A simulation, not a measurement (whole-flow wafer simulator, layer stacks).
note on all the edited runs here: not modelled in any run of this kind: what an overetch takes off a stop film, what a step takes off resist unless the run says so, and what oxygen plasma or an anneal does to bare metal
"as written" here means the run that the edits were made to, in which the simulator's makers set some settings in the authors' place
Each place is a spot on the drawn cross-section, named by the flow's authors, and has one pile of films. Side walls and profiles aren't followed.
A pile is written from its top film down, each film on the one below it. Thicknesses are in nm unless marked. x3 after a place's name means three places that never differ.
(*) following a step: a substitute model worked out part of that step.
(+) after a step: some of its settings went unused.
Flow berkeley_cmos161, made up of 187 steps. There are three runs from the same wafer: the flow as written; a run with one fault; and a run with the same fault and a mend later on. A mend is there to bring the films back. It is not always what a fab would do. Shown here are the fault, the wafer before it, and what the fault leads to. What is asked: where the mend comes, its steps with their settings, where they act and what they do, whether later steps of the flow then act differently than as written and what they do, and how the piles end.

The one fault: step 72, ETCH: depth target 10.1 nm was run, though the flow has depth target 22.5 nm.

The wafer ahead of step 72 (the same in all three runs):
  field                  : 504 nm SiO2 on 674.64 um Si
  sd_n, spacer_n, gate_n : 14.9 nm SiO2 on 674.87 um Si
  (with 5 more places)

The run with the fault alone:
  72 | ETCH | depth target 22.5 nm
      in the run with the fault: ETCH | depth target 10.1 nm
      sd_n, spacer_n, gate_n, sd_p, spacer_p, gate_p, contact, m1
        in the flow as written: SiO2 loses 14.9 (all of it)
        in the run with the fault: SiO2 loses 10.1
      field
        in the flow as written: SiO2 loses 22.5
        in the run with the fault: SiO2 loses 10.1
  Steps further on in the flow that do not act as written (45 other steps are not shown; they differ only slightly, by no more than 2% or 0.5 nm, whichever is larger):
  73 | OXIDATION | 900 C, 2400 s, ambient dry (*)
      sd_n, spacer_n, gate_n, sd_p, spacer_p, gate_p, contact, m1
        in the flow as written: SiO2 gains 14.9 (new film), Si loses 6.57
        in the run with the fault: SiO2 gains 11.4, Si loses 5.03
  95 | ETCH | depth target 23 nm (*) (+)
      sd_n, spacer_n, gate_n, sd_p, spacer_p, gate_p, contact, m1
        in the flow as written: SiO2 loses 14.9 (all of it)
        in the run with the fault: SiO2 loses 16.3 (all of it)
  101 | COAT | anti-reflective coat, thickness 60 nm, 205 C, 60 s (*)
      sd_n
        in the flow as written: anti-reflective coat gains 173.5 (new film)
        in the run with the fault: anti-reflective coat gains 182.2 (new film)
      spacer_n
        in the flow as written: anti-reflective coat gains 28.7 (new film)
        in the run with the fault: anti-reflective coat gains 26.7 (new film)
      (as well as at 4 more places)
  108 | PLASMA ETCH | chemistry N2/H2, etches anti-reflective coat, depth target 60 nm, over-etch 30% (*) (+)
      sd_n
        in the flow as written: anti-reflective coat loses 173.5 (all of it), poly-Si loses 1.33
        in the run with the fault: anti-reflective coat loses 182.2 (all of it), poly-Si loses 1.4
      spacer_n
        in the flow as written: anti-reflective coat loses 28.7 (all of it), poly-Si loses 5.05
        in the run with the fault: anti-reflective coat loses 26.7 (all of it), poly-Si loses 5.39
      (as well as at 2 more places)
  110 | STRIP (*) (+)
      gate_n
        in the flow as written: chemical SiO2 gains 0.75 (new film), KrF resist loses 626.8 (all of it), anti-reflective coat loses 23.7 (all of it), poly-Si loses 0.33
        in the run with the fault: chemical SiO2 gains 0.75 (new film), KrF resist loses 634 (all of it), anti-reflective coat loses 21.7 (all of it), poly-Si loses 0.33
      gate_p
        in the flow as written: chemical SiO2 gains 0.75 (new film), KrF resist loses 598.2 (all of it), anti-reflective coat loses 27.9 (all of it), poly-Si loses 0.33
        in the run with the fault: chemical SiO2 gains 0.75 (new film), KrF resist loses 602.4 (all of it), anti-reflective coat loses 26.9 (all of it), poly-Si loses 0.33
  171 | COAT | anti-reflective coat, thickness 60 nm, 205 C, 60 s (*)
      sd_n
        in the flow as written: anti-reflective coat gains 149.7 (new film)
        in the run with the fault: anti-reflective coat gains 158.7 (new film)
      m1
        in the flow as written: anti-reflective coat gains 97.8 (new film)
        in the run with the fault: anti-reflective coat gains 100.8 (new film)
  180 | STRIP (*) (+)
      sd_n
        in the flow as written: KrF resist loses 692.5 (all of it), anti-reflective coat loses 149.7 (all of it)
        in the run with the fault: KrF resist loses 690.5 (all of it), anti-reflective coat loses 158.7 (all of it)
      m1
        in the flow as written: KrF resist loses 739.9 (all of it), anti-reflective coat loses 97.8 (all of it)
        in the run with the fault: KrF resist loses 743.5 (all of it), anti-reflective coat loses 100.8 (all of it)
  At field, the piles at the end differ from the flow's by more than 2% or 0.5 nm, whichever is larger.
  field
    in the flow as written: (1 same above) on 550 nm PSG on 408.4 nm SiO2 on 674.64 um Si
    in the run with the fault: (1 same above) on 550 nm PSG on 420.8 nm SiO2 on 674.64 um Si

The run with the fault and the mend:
  The mend follows step 72.
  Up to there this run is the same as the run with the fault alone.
  72a | ETCH | depth target 12.4 nm (the flow's step 72, run once more with other settings)
      sd_n, spacer_n, gate_n, sd_p, spacer_p, gate_p, contact, m1
        SiO2 loses 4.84 (all of it)
      field
        SiO2 loses 12.4
  Every later step of the flow that is run acts as written at every place that is followed.
  The piles end the same as the flow's at every place that both follow.
